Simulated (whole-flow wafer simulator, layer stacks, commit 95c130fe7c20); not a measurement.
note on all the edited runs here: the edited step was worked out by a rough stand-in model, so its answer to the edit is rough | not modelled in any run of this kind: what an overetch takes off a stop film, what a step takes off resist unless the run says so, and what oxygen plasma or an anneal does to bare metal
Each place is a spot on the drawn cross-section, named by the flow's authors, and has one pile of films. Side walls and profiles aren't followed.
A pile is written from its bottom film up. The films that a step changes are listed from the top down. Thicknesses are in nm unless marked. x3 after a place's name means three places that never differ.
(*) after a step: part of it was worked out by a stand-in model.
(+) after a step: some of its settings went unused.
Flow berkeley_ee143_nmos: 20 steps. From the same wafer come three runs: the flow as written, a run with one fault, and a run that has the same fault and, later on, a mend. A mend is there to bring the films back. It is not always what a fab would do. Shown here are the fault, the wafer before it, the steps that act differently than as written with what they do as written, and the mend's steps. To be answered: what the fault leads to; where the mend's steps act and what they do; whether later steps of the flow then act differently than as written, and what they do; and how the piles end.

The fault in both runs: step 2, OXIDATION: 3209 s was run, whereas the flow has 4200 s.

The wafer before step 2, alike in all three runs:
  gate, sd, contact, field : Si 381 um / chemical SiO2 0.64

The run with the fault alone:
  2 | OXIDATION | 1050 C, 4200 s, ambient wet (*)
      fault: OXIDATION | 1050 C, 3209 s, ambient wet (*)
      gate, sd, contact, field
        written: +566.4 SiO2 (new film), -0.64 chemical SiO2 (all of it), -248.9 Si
        fault: +481.8 SiO2 (new film), -0.64 chemical SiO2 (all of it), -211.7 Si
  Later steps of the flow acting differently than as written:
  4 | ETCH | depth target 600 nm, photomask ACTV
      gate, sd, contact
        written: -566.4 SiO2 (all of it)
        fault: -481.8 SiO2 (all of it)
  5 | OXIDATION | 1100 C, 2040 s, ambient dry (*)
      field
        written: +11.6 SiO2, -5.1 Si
        fault: +13.3 SiO2, -5.86 Si
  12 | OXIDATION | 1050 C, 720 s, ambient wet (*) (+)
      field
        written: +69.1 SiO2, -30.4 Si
        fault: +78.4 SiO2, -34.5 Si
  The piles end different from the flow's at field by more than 2% or 0.5 nm, whichever is larger.
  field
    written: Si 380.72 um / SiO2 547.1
    fault: Si 380.75 um / SiO2 473.6

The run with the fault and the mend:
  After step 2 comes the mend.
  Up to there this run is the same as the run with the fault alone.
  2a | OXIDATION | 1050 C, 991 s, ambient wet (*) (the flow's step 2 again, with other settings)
      gate, sd, contact, field
        +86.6 SiO2, -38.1 Si
  None of the later steps of the flow differs from how it acts as written, at any place that is followed, by more than 2% or 0.5 nm, whichever is larger.
  When the end is reached, the piles differ only a little from the flow's at the places that both follow, at most by 2% or 0.5 nm, whichever is larger.
